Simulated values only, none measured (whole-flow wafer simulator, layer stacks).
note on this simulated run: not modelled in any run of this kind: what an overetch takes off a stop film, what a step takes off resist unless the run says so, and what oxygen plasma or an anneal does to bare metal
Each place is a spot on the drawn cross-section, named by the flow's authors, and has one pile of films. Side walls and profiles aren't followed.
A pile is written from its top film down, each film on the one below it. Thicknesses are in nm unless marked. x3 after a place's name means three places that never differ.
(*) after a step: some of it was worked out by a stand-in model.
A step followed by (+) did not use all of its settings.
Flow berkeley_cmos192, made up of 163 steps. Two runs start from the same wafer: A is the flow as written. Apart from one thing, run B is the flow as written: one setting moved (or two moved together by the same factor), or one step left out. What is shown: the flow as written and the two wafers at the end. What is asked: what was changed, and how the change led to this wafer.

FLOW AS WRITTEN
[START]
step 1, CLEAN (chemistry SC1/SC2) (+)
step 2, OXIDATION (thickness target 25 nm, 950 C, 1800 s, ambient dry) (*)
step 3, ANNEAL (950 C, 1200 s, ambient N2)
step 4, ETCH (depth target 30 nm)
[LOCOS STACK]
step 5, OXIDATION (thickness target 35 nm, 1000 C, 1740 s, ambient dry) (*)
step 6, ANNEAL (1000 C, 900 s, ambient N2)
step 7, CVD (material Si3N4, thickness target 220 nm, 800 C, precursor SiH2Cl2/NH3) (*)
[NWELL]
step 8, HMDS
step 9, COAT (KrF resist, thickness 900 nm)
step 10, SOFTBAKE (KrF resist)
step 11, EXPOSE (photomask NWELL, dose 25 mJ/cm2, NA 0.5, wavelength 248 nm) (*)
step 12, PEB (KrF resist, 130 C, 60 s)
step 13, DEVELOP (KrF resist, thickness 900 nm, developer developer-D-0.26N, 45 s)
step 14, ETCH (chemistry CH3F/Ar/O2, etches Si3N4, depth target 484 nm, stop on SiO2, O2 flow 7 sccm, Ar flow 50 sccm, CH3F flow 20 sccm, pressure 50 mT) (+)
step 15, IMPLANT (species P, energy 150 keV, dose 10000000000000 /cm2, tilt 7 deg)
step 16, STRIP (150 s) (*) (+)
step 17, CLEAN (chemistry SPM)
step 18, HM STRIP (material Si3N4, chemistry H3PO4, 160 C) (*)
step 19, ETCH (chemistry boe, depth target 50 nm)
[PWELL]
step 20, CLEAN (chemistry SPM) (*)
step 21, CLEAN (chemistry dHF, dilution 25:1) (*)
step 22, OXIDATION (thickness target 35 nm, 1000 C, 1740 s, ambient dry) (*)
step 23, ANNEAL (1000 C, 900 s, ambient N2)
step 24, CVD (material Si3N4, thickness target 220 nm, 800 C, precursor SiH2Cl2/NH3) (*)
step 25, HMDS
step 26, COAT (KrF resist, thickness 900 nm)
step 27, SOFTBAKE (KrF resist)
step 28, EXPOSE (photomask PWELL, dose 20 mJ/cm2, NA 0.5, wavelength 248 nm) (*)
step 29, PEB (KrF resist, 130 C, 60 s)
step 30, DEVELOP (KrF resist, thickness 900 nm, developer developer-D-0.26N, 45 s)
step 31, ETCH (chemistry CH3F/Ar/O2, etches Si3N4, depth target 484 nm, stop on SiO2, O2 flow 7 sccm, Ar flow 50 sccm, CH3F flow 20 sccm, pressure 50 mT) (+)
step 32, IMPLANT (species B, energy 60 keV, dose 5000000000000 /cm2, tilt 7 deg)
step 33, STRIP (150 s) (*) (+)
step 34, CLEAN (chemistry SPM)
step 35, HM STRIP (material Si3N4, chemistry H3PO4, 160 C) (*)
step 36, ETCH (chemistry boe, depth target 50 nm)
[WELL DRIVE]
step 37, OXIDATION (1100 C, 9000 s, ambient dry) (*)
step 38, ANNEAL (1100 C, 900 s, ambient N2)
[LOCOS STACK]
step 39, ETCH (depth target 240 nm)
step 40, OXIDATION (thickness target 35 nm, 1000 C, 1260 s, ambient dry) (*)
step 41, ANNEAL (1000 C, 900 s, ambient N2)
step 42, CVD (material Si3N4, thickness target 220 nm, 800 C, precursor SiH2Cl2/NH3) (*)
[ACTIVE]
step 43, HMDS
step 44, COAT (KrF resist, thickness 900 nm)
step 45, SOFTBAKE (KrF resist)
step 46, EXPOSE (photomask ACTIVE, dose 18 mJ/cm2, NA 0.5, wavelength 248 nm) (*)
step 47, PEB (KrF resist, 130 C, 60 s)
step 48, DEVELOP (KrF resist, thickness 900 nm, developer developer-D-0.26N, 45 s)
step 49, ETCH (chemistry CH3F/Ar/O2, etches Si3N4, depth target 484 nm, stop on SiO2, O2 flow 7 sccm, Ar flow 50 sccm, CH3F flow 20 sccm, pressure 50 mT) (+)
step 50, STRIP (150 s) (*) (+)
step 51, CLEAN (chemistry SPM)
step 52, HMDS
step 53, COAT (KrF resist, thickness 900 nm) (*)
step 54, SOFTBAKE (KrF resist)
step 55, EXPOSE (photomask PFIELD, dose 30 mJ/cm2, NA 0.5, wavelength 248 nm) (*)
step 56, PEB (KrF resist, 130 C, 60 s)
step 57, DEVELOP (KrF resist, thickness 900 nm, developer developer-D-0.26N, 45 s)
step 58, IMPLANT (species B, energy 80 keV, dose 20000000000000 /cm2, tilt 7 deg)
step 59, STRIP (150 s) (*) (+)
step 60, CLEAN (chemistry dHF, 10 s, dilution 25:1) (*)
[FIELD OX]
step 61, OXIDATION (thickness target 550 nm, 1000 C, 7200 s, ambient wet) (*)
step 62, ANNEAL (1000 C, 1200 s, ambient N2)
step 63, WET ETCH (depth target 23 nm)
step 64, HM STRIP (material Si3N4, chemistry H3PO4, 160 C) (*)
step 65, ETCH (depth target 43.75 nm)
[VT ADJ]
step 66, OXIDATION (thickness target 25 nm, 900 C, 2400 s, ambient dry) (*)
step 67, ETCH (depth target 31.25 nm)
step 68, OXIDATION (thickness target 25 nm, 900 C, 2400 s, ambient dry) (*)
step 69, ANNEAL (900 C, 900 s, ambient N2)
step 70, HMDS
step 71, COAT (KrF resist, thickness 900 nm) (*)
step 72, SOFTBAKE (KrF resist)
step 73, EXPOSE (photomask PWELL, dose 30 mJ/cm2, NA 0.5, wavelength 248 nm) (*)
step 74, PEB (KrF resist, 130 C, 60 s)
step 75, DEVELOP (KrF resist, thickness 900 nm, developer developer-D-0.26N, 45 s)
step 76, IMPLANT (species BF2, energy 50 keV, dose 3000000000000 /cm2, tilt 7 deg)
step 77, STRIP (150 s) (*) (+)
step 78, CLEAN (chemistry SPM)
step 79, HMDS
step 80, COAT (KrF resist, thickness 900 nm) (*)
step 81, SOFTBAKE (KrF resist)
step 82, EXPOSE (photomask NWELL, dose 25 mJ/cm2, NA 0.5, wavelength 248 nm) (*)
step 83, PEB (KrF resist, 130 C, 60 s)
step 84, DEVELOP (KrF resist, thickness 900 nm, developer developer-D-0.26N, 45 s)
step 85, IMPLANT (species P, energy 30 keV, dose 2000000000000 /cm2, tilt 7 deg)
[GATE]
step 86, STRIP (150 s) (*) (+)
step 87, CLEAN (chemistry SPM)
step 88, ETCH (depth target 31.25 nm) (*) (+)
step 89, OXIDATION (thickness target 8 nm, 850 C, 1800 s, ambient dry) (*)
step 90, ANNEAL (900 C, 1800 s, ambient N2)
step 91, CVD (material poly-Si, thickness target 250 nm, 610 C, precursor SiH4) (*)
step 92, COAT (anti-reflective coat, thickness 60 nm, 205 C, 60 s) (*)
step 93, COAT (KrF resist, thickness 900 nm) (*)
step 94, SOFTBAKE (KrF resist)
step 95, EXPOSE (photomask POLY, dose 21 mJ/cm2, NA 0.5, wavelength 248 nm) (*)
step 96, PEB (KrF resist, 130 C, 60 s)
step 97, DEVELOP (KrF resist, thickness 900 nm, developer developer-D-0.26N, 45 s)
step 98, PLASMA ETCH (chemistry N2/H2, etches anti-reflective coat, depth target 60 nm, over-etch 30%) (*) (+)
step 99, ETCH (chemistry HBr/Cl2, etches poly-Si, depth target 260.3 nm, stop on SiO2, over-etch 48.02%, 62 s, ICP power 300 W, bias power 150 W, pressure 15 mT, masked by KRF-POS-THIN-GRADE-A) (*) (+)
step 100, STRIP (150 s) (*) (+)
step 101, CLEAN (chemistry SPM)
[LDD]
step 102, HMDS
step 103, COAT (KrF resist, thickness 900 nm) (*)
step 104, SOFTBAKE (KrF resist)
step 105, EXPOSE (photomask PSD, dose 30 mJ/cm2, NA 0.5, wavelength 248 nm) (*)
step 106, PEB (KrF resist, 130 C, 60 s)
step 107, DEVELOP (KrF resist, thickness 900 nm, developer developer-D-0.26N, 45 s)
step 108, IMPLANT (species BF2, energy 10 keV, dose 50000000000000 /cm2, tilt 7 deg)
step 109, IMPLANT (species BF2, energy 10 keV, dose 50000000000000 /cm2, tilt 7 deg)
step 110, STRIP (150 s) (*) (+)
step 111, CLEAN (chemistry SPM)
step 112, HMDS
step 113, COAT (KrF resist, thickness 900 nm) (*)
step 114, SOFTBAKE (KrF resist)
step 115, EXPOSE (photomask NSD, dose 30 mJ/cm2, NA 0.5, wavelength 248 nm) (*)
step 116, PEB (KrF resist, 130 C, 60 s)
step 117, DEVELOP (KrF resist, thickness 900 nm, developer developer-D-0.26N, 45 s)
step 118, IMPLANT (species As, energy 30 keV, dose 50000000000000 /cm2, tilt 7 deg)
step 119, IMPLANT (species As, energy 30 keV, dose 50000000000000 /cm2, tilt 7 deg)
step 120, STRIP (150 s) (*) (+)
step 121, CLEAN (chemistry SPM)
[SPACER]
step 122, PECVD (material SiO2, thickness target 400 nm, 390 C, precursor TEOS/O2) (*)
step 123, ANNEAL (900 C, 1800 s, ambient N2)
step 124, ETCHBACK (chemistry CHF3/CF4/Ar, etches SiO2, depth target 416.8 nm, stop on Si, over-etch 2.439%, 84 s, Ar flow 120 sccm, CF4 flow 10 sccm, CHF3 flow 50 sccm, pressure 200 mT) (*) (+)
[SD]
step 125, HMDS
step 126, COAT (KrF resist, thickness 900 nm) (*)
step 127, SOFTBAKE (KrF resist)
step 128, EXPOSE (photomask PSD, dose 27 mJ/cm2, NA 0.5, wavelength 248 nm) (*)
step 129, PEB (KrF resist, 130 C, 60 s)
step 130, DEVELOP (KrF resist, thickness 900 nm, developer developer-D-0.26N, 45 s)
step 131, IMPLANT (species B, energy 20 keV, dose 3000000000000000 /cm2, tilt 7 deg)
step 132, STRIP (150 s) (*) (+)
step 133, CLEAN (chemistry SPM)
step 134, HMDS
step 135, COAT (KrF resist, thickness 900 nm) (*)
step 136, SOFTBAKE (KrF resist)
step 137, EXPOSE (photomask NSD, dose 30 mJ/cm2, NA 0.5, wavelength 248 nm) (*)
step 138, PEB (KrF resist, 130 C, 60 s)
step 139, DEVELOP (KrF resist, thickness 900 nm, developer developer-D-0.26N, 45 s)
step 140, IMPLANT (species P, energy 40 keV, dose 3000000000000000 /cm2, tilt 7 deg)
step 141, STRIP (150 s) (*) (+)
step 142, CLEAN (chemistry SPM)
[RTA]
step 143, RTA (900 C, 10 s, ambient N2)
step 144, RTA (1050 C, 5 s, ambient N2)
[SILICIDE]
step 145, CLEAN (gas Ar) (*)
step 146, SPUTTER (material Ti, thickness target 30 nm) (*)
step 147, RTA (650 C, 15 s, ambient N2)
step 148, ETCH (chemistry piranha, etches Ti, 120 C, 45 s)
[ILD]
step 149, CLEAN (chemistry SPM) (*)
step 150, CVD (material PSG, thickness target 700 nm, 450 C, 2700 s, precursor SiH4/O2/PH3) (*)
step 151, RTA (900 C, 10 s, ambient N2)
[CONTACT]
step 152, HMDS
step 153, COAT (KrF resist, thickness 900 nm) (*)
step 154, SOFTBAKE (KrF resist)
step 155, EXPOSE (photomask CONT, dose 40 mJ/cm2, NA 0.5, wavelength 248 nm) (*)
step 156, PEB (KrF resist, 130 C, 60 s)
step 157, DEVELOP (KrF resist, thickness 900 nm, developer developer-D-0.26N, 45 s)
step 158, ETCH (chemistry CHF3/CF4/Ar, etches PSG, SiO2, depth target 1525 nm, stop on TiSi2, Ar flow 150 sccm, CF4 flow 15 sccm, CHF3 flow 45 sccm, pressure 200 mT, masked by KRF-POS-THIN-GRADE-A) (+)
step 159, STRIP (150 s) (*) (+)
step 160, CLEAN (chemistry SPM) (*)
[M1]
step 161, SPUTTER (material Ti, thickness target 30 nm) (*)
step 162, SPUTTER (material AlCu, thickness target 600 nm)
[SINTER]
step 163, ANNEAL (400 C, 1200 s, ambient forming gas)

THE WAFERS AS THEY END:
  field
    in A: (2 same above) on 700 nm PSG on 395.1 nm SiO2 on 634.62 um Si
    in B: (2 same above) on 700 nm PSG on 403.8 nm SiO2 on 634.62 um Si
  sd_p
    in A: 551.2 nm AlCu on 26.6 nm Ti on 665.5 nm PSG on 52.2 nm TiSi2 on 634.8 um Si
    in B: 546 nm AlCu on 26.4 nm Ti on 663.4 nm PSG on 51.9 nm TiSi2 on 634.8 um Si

Cause: step 65, ETCH: depth target 35 nm was run, while the flow as written has depth target 43.75 nm.

Step by step, how the change led to this:
  step 65, ETCH (depth target 43.75 nm)
      field: A -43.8 SiO2 | B -35 SiO2
  step 92, COAT (anti-reflective coat, thickness 60 nm, 205 C, 60 s) (*)
      sd_n: A +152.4 anti-reflective coat (new film) | B +158.6 anti-reflective coat (new film)
      spacer_n: A +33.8 anti-reflective coat (new film) | B +31.7 anti-reflective coat (new film)
      (as well as at 4 more places)
  step 98, PLASMA ETCH (chemistry N2/H2, etches anti-reflective coat, depth target 60 nm, over-etch 30%) (*) (+)
      sd_n: A -152.4 anti-reflective coat (all of it), -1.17 poly-Si | B -158.6 anti-reflective coat (all of it), -1.22 poly-Si
      spacer_n: A -33.8 anti-reflective coat (all of it), -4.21 poly-Si | B -31.7 anti-reflective coat (all of it), -4.47 poly-Si
      (as well as at 2 more places)
  step 100, STRIP (150 s) (*) (+)
      gate: A +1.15 chemical SiO2 (new film), -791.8 KrF resist (all of it), -30 anti-reflective coat (all of it), -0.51 poly-Si | B +1.15 chemical SiO2 (new film), -799.2 KrF resist (all of it), -27.7 anti-reflective coat (all of it), -0.51 poly-Si
      gate_p: A +1.15 chemical SiO2 (new film), -765.1 KrF resist (all of it), -31 anti-reflective coat (all of it), -0.51 poly-Si | B +1.15 chemical SiO2 (new film), -770 KrF resist (all of it), -29.4 anti-reflective coat (all of it), -0.51 poly-Si
